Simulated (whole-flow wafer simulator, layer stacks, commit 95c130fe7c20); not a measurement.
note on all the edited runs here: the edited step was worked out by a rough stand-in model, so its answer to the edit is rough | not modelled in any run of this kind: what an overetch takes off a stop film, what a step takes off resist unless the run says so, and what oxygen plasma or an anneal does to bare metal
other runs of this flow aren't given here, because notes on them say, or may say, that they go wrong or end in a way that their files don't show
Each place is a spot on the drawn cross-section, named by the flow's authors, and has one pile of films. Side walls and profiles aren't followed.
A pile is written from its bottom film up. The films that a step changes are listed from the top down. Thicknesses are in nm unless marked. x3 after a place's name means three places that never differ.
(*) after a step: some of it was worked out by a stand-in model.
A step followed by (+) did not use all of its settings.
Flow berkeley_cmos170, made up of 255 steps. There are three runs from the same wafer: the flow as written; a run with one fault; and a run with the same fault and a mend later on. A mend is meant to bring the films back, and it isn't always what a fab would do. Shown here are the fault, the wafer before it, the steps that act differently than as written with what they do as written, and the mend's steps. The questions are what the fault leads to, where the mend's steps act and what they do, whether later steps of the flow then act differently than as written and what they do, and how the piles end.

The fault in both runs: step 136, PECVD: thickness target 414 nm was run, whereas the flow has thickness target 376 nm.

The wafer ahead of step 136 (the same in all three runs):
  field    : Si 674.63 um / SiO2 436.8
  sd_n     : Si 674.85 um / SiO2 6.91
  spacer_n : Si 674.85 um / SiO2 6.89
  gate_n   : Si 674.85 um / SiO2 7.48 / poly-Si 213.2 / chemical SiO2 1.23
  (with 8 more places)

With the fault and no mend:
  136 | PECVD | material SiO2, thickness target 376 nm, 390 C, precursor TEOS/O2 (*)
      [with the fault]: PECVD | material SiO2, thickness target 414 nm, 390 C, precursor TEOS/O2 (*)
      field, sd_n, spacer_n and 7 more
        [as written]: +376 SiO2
        [with the fault]: +414 SiO2
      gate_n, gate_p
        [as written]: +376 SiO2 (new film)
        [with the fault]: +414 SiO2 (new film)
  Steps later in the flow that act otherwise than as written (not shown: 8 more steps that differ only slightly, by at most 2% or 0.5 nm, whichever is larger):
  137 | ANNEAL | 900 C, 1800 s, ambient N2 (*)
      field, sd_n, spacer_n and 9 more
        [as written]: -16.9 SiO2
        [with the fault]: -18.6 SiO2
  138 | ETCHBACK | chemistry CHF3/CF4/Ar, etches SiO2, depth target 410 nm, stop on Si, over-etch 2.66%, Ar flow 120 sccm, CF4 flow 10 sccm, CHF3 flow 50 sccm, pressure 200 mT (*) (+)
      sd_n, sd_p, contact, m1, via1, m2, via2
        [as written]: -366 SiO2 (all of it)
        [with the fault]: -402.3 SiO2 (all of it)
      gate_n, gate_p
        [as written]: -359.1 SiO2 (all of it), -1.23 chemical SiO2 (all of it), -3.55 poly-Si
        [with the fault]: -395.4 SiO2 (all of it), -1.23 chemical SiO2 (all of it), -0.25 poly-Si
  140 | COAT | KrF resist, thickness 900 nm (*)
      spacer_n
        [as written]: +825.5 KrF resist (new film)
        [with the fault]: +808.7 KrF resist (new film)
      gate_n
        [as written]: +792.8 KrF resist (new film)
        [with the fault]: +809.1 KrF resist (new film)
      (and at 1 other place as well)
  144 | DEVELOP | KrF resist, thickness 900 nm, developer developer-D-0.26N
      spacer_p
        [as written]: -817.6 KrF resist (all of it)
        [with the fault]: -798.7 KrF resist (all of it)
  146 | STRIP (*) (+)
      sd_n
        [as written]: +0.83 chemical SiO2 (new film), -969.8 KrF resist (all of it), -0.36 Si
        [with the fault]: +0.83 chemical SiO2 (new film), -989.8 KrF resist (all of it), -0.37 Si
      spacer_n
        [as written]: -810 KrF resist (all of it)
        [with the fault]: -793.2 KrF resist (all of it)
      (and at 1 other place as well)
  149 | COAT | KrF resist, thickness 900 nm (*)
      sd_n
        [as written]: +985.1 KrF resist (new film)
        [with the fault]: +1005.4 KrF resist (new film)
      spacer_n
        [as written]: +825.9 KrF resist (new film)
        [with the fault]: +808.9 KrF resist (new film)
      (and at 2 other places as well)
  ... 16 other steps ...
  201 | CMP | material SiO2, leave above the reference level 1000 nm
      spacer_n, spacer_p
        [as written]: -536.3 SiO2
        [with the fault]: -572.6 SiO2
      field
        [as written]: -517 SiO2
        [with the fault]: -553.3 SiO2
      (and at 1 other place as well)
  The piles end different from the flow's at field, spacer_n, gate_n, spacer_p, gate_p by more than 2% or 0.5 nm, whichever is larger.
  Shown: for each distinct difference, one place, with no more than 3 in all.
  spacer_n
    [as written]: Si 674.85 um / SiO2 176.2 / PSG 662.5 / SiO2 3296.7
    [with the fault]: Si 674.85 um / SiO2 212.5 / PSG 662.5 / SiO2 3260.4
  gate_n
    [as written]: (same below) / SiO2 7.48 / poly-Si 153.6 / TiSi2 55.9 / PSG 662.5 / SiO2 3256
    [with the fault]: (same below) / SiO2 7.48 / poly-Si 156.9 / TiSi2 55.9 / PSG 662.5 / SiO2 3252.6
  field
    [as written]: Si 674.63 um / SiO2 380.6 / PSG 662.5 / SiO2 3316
    [with the fault]: Si 674.63 um / SiO2 416.8 / PSG 662.5 / SiO2 3279.7

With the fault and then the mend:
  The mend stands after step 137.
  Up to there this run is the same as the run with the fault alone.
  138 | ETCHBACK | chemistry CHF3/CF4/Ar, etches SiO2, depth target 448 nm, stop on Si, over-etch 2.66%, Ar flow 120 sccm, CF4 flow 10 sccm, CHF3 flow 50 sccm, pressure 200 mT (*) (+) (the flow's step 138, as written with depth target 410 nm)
      sd_n, sd_p, contact, m1, via1, m2, via2
        -402.3 SiO2 (all of it)
      spacer_n, spacer_p
        -221.4 SiO2
      gate_n, gate_p
        -395.4 SiO2 (all of it), -1.23 chemical SiO2 (all of it), -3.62 poly-Si
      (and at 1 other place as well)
  Every later step of the flow that is run acts as written, at every place that is followed, to within 2% or 0.5 nm, whichever is larger.
  The piles end only slightly different from the flow's at the places that both follow, by no more than 2% or 0.5 nm, whichever is larger.
